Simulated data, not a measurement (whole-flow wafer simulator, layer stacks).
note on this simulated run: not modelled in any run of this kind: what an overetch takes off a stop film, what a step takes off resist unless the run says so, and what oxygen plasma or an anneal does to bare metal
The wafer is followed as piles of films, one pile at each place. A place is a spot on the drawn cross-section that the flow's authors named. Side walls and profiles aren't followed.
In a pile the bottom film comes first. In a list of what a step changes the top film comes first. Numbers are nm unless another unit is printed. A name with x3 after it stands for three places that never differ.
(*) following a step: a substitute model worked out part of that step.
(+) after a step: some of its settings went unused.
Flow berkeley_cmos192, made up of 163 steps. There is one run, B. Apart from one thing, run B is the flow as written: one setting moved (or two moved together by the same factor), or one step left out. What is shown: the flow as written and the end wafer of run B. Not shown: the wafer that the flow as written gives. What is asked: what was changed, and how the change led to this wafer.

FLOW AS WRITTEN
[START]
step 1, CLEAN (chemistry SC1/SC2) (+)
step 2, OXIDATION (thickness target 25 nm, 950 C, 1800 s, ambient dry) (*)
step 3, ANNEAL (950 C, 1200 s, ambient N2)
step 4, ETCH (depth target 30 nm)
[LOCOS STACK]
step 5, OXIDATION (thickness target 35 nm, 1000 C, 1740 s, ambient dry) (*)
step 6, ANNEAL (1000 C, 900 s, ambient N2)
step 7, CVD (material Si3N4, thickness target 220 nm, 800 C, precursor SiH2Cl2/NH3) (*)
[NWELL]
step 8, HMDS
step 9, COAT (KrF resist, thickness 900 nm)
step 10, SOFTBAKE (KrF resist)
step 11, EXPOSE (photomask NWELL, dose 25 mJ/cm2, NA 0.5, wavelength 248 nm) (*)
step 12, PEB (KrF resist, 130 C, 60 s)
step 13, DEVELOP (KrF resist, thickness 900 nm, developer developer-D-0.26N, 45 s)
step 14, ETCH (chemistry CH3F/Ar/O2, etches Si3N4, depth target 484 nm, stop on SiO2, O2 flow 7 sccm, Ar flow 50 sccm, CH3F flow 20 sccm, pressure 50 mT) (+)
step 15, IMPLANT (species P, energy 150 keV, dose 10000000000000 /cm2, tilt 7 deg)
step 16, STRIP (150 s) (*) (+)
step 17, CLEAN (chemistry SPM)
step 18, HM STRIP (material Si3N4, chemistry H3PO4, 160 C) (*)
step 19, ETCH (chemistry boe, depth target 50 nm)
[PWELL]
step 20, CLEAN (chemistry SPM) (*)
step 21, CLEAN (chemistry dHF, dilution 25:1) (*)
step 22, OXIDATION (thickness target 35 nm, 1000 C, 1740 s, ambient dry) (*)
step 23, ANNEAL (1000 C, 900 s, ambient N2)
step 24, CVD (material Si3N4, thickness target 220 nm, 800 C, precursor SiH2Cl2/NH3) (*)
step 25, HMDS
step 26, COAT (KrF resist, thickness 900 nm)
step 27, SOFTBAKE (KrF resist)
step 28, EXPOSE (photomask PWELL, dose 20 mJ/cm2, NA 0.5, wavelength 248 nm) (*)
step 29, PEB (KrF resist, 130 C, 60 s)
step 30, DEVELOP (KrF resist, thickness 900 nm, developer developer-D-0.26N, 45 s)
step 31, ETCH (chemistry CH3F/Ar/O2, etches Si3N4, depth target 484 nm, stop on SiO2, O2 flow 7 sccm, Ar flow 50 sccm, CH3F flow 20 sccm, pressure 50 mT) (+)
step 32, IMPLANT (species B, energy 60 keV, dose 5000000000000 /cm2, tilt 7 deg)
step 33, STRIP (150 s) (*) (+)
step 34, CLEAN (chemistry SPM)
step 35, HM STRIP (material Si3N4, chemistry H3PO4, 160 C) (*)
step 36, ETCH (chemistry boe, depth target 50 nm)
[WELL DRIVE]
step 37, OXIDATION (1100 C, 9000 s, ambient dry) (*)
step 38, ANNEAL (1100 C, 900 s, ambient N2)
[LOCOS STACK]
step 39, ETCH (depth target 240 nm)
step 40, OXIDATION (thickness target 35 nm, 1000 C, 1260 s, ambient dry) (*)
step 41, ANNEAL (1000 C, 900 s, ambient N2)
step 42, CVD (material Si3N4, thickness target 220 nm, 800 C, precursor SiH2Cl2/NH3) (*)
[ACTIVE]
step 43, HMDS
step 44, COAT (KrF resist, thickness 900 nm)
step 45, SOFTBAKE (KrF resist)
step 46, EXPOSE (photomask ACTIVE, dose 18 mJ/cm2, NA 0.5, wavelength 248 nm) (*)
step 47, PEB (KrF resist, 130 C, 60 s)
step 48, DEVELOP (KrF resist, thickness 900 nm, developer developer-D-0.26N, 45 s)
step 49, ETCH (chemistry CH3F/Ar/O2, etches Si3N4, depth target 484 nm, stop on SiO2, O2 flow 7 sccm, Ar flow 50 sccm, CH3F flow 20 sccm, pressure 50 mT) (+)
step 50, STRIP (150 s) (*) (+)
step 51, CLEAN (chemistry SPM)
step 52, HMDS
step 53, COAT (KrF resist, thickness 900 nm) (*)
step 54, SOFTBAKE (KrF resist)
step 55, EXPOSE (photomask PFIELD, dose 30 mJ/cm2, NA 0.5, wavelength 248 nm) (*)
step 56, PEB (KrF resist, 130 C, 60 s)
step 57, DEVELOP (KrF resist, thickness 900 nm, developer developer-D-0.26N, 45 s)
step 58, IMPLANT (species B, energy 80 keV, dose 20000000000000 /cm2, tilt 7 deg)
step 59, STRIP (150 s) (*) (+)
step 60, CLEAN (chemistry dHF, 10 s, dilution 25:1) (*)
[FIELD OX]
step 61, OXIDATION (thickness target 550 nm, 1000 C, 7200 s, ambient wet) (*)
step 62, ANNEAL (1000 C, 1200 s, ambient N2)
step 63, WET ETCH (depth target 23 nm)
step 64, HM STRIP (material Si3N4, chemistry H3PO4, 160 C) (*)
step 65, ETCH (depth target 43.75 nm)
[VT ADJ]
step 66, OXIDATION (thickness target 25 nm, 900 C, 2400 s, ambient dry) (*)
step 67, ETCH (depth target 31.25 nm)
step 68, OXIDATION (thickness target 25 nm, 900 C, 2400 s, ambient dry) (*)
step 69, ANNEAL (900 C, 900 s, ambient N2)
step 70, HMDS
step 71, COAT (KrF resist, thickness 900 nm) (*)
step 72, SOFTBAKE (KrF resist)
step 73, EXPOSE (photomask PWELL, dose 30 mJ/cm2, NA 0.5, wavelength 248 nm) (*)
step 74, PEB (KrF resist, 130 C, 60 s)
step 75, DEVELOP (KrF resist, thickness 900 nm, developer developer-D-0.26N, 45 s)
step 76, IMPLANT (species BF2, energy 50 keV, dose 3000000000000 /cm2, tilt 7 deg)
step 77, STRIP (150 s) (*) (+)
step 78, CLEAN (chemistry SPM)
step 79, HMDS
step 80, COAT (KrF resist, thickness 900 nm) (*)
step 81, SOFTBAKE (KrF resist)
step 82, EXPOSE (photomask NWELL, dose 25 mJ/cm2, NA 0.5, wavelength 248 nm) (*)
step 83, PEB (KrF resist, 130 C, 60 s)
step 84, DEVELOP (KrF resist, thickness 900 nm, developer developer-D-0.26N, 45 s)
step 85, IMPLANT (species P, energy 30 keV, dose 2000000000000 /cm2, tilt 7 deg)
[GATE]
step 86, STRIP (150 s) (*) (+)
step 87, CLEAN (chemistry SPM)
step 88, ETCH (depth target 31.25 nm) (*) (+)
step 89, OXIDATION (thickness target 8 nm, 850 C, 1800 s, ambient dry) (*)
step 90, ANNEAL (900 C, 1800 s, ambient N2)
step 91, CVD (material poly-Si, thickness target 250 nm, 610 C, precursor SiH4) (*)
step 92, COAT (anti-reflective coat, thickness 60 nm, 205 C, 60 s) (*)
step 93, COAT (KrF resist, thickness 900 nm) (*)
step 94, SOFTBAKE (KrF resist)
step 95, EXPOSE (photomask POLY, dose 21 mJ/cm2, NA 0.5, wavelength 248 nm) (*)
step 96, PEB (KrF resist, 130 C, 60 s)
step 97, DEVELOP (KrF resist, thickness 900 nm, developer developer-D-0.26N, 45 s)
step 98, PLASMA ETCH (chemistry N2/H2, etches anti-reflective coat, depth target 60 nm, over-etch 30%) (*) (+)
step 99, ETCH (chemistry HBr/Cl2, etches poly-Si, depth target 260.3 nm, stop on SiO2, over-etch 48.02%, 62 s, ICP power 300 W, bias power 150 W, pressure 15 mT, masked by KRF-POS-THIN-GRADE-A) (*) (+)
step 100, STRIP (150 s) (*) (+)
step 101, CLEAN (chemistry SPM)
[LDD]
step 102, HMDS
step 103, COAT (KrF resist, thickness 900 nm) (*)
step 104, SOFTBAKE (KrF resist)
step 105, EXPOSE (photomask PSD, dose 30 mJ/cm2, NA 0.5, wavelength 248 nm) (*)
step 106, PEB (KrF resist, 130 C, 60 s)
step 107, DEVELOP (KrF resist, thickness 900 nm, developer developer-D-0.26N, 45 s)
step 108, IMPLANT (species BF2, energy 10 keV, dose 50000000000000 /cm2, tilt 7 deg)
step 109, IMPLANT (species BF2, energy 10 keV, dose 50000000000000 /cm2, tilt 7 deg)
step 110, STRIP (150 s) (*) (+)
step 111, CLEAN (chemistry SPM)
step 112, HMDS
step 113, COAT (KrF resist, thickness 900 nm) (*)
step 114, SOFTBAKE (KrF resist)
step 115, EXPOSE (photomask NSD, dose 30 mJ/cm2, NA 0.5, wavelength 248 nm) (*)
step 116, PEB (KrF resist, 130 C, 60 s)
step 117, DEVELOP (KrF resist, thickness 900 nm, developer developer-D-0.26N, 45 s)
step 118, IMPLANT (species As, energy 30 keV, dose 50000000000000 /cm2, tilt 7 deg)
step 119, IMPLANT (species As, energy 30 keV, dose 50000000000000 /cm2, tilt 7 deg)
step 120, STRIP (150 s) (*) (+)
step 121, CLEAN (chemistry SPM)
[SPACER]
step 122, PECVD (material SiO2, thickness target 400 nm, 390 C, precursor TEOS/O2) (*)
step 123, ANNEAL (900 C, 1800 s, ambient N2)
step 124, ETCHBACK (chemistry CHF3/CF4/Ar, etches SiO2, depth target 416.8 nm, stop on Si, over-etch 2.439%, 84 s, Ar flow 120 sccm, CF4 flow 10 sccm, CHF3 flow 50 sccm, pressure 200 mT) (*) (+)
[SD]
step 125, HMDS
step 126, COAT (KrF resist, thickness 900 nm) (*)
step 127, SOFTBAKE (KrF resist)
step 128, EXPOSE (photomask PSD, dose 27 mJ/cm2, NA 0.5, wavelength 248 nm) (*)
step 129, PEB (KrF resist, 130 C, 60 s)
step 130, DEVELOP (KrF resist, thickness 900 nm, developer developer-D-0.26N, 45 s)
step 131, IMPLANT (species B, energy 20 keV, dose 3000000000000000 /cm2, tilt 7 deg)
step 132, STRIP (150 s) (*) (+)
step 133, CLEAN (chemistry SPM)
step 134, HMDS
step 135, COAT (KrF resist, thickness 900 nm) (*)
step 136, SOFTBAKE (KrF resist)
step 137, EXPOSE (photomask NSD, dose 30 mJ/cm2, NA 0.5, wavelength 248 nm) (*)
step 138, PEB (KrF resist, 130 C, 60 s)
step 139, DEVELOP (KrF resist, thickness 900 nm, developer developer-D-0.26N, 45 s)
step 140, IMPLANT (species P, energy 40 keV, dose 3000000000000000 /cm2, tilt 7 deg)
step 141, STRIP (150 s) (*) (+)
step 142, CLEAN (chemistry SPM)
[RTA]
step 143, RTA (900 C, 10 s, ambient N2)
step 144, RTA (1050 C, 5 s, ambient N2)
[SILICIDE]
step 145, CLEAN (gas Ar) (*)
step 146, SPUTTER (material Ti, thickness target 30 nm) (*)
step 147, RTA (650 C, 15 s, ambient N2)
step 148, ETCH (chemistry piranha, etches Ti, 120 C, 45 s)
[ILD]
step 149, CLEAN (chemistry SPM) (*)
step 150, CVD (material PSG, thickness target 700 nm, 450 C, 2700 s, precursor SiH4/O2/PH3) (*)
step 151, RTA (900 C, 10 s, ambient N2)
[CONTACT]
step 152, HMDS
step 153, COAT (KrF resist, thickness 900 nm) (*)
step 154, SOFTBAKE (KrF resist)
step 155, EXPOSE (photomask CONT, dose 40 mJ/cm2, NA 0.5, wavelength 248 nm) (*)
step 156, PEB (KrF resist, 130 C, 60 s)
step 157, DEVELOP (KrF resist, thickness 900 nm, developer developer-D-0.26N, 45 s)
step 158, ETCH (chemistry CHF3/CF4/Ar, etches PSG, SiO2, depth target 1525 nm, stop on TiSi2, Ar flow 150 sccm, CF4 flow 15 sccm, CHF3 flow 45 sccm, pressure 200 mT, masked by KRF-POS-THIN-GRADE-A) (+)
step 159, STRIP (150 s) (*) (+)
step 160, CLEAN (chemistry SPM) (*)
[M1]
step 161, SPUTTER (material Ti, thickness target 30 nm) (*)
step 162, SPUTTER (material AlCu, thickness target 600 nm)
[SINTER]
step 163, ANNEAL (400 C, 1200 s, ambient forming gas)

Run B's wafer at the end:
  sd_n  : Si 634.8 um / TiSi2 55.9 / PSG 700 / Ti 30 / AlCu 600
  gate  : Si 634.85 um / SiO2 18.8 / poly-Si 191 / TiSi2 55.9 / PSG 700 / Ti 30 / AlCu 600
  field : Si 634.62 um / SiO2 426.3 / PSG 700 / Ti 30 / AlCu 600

What caused this: step 88, ETCH: depth target 31.25 nm (*) (+), was not run.

How this came from the change, step by step:
  step 89, OXIDATION (thickness target 8 nm, 850 C, 1800 s, ambient dry) (*)
      sd_n, spacer_n, gate, sd_p, spacer_p, gate_p, contact, m1: SiO2 gains 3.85, Si loses 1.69 (it would be, as written: SiO2 gains 7.48 (new film), Si loses 3.29)
  step 92, COAT (anti-reflective coat, thickness 60 nm, 205 C, 60 s) (*)
      sd_n: anti-reflective coat gains 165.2 (new film) (it would be, as written: anti-reflective coat gains 152.4 (new film))
      spacer_n: anti-reflective coat gains 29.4 (new film) (it would be, as written: anti-reflective coat gains 33.8 (new film))
      (as well as at 6 more places)
  step 98, PLASMA ETCH (chemistry N2/H2, etches anti-reflective coat, depth target 60 nm, over-etch 30%) (*) (+)
      sd_n: anti-reflective coat loses 165.2 (all of it), poly-Si loses 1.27 (it would be, as written: anti-reflective coat loses 152.4 (all of it), poly-Si loses 1.17)
      spacer_n: anti-reflective coat loses 29.4 (all of it), poly-Si loses 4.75 (it would be, as written: anti-reflective coat loses 33.8 (all of it), poly-Si loses 4.21)
      (as well as at 4 more places)
  step 100, STRIP (150 s) (*) (+)
      gate: chemical SiO2 gains 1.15 (new film), KrF resist loses 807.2 (all of it), anti-reflective coat loses 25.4 (all of it), poly-Si loses 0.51 (it would be, as written: chemical SiO2 gains 1.15 (new film), KrF resist loses 791.8 (all of it), anti-reflective coat loses 30 (all of it), poly-Si loses 0.51)
      gate_p: chemical SiO2 gains 1.15 (new film), KrF resist loses 775.1 (all of it), anti-reflective coat loses 27.8 (all of it), poly-Si loses 0.51 (it would be, as written: chemical SiO2 gains 1.15 (new film), KrF resist loses 765.1 (all of it), anti-reflective coat loses 31 (all of it), poly-Si loses 0.51)
  step 124, ETCHBACK (chemistry CHF3/CF4/Ar, etches SiO2, depth target 416.8 nm, stop on Si, over-etch 2.439%, 84 s, Ar flow 120 sccm, CF4 flow 10 sccm, CHF3 flow 50 sccm, pressure 200 mT) (*) (+)
      sd_n: SiO2 loses 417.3 (all of it) (it would be, as written: SiO2 loses 406 (all of it))
      sd_p: SiO2 loses 400.9 (all of it) (it would be, as written: SiO2 loses 391.4 (all of it))
      (as well as at 2 more places)
  step 146, SPUTTER (material Ti, thickness target 30 nm) (*)
      sd_p: Ti gains 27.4 (new film) (it would be, as written: Ti gains 28 (new film))
  step 147, RTA (650 C, 15 s, ambient N2)
      sd_p: Ti loses 21.3, TiSi first gains 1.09 (new film), TiSi2 C49 gains 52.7 (new film), Si loses 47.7 (it would be, as written: Ti loses 21.9, TiSi first gains 2.35 (new film), TiSi2 C49 gains 52.1 (new film), Si loses 48.1)
  step 151, RTA (900 C, 10 s, ambient N2)
      sd_p: under 1 film: TiSi2 gains 51 (new film), TiSi first loses 0.98 (all of it), TiSi2 C49 loses 52.7 (all of it), Si loses 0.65 (it would be, as written: under 1 film: TiSi2 gains 52.2 (new film), TiSi first loses 2.25 (all of it), TiSi2 C49 loses 52.1 (all of it), Si loses 1.5)
  step 153, COAT (KrF resist, thickness 900 nm) (*)
      sd_p: KrF resist gains 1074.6 (new film) (it would be, as written: KrF resist gains 1051.6 (new film))
  step 159, STRIP (150 s) (*) (+)
      sd_n: KrF resist loses 810.9 (all of it) (it would be, as written: KrF resist loses 792.3 (all of it))
      sd_p: KrF resist loses 864.6 (all of it) (it would be, as written: KrF resist loses 841.6 (all of it))
      (as well as at 1 more place)
  step 161, SPUTTER (material Ti, thickness target 30 nm) (*)
      sd_p: Ti gains 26 (new film) (it would be, as written: Ti gains 26.6 (new film))
  step 162, SPUTTER (material AlCu, thickness target 600 nm)
      sd_p: AlCu gains 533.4 (new film) (it would be, as written: AlCu gains 551.2 (new film))
